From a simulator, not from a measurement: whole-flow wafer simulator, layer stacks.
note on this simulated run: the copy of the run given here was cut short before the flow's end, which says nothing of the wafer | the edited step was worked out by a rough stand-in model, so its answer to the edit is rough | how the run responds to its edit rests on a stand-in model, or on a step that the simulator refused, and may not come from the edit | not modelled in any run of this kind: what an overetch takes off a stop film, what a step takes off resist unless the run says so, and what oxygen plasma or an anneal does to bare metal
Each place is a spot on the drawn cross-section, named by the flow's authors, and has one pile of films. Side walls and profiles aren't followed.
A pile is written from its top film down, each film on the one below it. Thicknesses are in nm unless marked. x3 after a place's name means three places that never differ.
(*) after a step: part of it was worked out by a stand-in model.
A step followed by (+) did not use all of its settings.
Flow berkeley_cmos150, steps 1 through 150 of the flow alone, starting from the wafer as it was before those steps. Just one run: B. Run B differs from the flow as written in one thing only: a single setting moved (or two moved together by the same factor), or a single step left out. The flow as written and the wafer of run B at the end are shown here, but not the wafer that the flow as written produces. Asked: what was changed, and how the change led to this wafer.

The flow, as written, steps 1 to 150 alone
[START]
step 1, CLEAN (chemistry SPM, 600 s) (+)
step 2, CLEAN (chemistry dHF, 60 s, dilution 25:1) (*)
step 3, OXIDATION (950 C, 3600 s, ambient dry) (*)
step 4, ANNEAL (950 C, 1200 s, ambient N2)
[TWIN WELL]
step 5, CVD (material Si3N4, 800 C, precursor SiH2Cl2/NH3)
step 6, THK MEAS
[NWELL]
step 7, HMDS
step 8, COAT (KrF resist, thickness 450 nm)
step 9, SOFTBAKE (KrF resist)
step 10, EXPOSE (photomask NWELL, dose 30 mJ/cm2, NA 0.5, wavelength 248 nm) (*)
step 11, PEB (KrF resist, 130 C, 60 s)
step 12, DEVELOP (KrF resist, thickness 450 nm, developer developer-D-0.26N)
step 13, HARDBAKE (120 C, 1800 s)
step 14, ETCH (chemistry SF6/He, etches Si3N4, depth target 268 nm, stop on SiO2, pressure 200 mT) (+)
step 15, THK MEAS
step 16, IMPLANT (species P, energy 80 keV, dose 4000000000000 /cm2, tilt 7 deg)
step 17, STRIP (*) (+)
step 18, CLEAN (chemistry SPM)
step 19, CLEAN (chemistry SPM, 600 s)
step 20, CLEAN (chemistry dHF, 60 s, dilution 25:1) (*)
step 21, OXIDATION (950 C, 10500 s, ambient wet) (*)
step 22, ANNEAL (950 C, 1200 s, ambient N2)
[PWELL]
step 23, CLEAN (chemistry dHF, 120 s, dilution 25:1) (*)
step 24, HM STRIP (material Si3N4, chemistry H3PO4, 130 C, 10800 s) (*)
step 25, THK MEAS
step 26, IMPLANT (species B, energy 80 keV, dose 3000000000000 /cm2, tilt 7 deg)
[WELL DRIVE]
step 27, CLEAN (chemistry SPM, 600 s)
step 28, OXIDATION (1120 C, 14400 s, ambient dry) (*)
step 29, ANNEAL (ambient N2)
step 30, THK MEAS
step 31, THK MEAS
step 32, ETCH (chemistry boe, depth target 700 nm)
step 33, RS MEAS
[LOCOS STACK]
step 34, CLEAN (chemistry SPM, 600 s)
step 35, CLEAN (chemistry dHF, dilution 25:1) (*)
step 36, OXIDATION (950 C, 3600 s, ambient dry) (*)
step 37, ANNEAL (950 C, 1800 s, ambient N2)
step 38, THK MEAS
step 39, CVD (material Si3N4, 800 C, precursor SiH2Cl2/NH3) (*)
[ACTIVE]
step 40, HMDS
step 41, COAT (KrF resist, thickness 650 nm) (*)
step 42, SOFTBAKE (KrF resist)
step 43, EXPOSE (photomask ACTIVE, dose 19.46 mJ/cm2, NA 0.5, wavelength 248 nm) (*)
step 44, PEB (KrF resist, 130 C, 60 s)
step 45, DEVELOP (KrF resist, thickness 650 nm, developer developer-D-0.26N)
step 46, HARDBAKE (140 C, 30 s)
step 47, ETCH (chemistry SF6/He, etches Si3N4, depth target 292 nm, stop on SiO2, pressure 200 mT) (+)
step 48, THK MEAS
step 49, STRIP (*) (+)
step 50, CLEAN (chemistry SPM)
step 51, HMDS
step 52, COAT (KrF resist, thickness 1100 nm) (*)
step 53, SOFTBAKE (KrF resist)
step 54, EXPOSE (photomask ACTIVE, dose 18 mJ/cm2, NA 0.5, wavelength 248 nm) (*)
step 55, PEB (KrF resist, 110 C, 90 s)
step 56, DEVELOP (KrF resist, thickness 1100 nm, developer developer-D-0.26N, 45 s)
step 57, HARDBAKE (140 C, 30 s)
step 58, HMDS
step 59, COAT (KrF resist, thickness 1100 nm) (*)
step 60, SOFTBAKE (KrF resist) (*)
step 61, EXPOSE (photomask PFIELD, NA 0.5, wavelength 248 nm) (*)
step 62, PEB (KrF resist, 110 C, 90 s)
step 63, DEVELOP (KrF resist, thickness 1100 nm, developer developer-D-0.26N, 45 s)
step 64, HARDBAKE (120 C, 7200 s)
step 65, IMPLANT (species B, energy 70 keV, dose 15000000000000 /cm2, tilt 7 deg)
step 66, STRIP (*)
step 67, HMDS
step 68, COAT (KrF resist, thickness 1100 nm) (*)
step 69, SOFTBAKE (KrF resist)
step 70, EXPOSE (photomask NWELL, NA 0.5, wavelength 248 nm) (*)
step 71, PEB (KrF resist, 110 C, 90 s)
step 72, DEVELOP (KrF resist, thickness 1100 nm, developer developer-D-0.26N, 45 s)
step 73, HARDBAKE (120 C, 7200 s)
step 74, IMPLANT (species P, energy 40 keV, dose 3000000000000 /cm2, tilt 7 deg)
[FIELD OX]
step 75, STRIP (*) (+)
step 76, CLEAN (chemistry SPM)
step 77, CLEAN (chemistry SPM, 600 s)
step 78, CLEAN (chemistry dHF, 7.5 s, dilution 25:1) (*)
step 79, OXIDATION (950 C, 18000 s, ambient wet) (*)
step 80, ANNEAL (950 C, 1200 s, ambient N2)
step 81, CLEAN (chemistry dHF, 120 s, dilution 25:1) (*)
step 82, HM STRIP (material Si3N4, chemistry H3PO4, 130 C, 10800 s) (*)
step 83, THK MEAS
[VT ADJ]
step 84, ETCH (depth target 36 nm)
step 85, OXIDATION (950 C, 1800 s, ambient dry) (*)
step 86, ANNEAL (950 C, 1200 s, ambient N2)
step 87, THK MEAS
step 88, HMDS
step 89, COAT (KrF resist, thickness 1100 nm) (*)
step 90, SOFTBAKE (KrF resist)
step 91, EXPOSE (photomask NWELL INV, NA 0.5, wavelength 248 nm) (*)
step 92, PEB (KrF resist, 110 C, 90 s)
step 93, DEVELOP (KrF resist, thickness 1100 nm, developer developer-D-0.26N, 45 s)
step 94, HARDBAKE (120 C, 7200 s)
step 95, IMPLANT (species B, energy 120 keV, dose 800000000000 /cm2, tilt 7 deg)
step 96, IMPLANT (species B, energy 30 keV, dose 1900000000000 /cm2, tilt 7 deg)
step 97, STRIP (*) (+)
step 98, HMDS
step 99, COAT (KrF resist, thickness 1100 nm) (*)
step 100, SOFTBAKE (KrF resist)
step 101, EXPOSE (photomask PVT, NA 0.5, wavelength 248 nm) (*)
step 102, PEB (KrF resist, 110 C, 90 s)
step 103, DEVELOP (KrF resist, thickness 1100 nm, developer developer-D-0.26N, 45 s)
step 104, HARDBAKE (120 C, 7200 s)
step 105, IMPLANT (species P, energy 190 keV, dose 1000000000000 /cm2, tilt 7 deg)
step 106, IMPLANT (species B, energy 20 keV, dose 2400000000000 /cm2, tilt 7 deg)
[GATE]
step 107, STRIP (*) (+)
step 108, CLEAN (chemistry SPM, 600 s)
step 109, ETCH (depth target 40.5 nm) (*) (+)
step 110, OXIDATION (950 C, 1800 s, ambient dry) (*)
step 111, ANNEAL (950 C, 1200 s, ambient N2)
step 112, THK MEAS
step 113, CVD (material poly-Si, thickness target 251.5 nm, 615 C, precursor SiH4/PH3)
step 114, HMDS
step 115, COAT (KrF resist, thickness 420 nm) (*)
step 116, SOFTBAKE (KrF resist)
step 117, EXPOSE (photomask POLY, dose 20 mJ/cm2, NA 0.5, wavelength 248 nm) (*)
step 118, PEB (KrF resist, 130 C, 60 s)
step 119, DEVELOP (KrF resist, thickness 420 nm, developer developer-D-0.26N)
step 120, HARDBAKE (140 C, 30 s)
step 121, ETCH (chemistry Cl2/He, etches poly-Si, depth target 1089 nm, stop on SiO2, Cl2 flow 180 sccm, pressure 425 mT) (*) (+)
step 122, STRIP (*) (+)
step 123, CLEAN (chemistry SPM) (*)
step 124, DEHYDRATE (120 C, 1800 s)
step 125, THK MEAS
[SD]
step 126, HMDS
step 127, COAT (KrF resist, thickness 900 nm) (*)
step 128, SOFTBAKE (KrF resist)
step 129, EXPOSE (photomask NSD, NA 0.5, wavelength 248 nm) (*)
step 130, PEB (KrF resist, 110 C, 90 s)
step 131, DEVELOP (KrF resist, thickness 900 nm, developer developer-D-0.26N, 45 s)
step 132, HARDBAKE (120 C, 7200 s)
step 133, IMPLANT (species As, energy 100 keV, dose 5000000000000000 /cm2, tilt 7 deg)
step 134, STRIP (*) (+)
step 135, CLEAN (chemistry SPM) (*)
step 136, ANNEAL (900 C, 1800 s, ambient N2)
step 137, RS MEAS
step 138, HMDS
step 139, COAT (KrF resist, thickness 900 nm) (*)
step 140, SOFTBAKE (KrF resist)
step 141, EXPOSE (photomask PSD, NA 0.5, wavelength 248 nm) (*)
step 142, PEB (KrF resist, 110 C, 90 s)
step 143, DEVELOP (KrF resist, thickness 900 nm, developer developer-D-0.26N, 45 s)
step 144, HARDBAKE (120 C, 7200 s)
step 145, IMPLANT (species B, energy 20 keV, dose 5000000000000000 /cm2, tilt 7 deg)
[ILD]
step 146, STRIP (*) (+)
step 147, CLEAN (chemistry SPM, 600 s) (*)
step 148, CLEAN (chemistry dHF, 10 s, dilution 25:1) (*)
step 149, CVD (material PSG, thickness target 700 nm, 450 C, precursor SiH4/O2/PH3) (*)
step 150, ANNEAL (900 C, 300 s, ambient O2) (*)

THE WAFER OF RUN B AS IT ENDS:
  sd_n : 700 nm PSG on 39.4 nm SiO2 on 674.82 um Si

The reason: step 39, CVD: 742 C was run, whereas the flow has 800 C.

How this came from the change, step by step:
  step 39, CVD (material Si3N4, 800 C, precursor SiH2Cl2/NH3) (*)
      field, field_p, sd_n, gate_n, sd_p, gate_p, contact, m1: +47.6 Si3N4 (new film) (it would be, as written: +106 Si3N4 (new film))
  step 47, ETCH (chemistry SF6/He, etches Si3N4, depth target 292 nm, stop on SiO2, pressure 200 mT) (+)
      sd_n, gate_n, sd_p, gate_p, contact, m1: -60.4 KrF resist (it would be, as written: -124 KrF resist)
      field, field_p: -47.6 Si3N4 (all of it), -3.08 SiO2 (it would be, as written: -106 Si3N4 (all of it), -3.08 SiO2)
  step 49, STRIP (*) (+)
      sd_n: -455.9 KrF resist (all of it) (it would be, as written: -392.4 KrF resist (all of it))
      gate_n: -464.2 KrF resist (all of it) (it would be, as written: -400.6 KrF resist (all of it))
      (as well as at 4 more places)
  step 52, COAT (KrF resist, thickness 1100 nm) (*)
      sd_n: +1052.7 KrF resist (new film) (it would be, as written: +1019.1 KrF resist (new film))
      gate_n: +1066.6 KrF resist (new film) (it would be, as written: +1039.7 KrF resist (new film))
      (as well as at 4 more places)
  step 57, HARDBAKE (140 C, 30 s)
      sd_n: -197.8 KrF resist (it would be, as written: -191.5 KrF resist)
      gate_n: -200.2 KrF resist (it would be, as written: -195.3 KrF resist)
      (as well as at 4 more places)
  step 59, COAT (KrF resist, thickness 1100 nm) (*)
      sd_n: +596.8 KrF resist (it would be, as written: +581.3 KrF resist)
      gate_n: +700.7 KrF resist (it would be, as written: +684.4 KrF resist)
      (as well as at 4 more places)
  step 66, STRIP (*)
      sd_n: -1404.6 KrF resist (all of it) (it would be, as written: -1362.4 KrF resist (all of it))
      gate_n: -1517.5 KrF resist (all of it) (it would be, as written: -1479.7 KrF resist (all of it))
      (as well as at 4 more places)
  step 68, COAT (KrF resist, thickness 1100 nm) (*)
      sd_n: +1052.7 KrF resist (new film) (it would be, as written: +1019.1 KrF resist (new film))
      gate_n: +1066.6 KrF resist (new film) (it would be, as written: +1039.7 KrF resist (new film))
      (as well as at 4 more places)
  step 72, DEVELOP (KrF resist, thickness 1100 nm, developer developer-D-0.26N, 45 s)
      sd_p: -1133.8 KrF resist (all of it) (it would be, as written: -1103.9 KrF resist (all of it))
      gate_p: -1133.9 KrF resist (all of it) (it would be, as written: -1108 KrF resist (all of it))
  step 73, HARDBAKE (120 C, 7200 s)
      sd_n: -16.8 KrF resist (it would be, as written: -16.2 KrF resist)
      m1: -17 KrF resist (it would be, as written: -16.3 KrF resist)
  step 75, STRIP (*) (+)
      sd_n: -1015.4 KrF resist (all of it) (it would be, as written: -982.6 KrF resist (all of it))
      gate_n: -1028.9 KrF resist (all of it) (it would be, as written: -1002.7 KrF resist (all of it))
      (as well as at 2 more places)
  step 79, OXIDATION (950 C, 18000 s, ambient wet) (*)
      contact: +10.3 SiO2 (new film), -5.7 Si3N4, +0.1 SiO2 (it would be, as written: +10.3 SiO2 (new film), -5.7 Si3N4)
      sd_n: +10.3 SiO2 (new film), -5.7 Si3N4, +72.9 SiO2, -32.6 Si (it would be, as written: +10.3 SiO2 (new film), -5.7 Si3N4, +34.7 SiO2, -15.4 Si)
  step 82, HM STRIP (material Si3N4, chemistry H3PO4, 130 C, 10800 s) (*)
      sd_n, gate_n, contact, m1: -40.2 Si3N4 (all of it), -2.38 SiO2 (it would be, as written: -98.7 Si3N4 (all of it), -1.88 SiO2)
      sd_p, gate_p: -40.1 Si3N4 (all of it), -2.38 SiO2 (it would be, as written: -98.6 Si3N4 (all of it), -1.88 SiO2)
  step 85, OXIDATION (950 C, 1800 s, ambient dry) (*)
      sd_n: +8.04 SiO2, -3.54 Si (it would be, as written: +12.2 SiO2, -5.35 Si)
  step 109, ETCH (depth target 40.5 nm) (*) (+)
      sd_n: -40.5 SiO2 (it would be, as written: -40.4 SiO2 (all of it))
  step 110, OXIDATION (950 C, 1800 s, ambient dry) (*)
      sd_n: +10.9 SiO2, -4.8 Si (it would be, as written: +20.4 SiO2 (new film), -8.98 Si)
  ... and 1 more step ...
  step 119, DEVELOP (KrF resist, thickness 420 nm, developer developer-D-0.26N)
      sd_n: -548 KrF resist (all of it) (it would be, as written: -562.5 KrF resist (all of it))
